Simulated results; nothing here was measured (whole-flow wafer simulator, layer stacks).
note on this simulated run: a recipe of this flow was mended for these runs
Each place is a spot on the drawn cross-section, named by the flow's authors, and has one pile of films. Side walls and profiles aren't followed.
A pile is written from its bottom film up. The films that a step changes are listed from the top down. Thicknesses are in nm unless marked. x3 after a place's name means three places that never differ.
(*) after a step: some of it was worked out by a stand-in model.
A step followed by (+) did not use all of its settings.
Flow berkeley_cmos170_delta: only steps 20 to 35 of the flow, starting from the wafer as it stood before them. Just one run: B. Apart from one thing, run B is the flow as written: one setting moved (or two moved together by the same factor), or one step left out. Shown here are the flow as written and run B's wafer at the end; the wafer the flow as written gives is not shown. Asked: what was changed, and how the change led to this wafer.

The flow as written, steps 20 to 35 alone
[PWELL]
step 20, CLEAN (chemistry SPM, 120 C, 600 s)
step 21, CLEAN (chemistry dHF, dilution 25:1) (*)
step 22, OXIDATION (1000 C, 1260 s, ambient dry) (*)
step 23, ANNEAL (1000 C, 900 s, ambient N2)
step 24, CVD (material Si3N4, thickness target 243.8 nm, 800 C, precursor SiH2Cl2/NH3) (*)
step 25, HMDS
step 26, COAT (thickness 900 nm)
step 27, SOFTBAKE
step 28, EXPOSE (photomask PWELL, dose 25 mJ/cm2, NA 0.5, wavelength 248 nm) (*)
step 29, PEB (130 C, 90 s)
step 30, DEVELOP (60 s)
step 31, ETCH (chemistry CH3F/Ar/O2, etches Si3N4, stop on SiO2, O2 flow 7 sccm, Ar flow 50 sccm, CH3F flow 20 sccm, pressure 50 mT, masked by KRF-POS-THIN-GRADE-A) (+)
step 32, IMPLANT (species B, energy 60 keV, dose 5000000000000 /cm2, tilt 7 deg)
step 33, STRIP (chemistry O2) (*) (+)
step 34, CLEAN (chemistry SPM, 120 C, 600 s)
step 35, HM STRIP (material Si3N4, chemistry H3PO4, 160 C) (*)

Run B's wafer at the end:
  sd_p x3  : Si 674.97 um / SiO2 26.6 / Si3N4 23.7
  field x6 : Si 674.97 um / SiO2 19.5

Cause: step 35, HM STRIP: 139 C was run, while the flow as written has 160 C.

Step by step, how the change led to this:
  step 35, HM STRIP (material Si3N4, chemistry H3PO4, 160 C) (*)
      sd_p x3: -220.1 Si3N4 (in the flow as written it would be: -243.8 Si3N4 (all of it), -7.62 SiO2)
      field x6: -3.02 SiO2 (in the flow as written it would be: -15.5 SiO2)
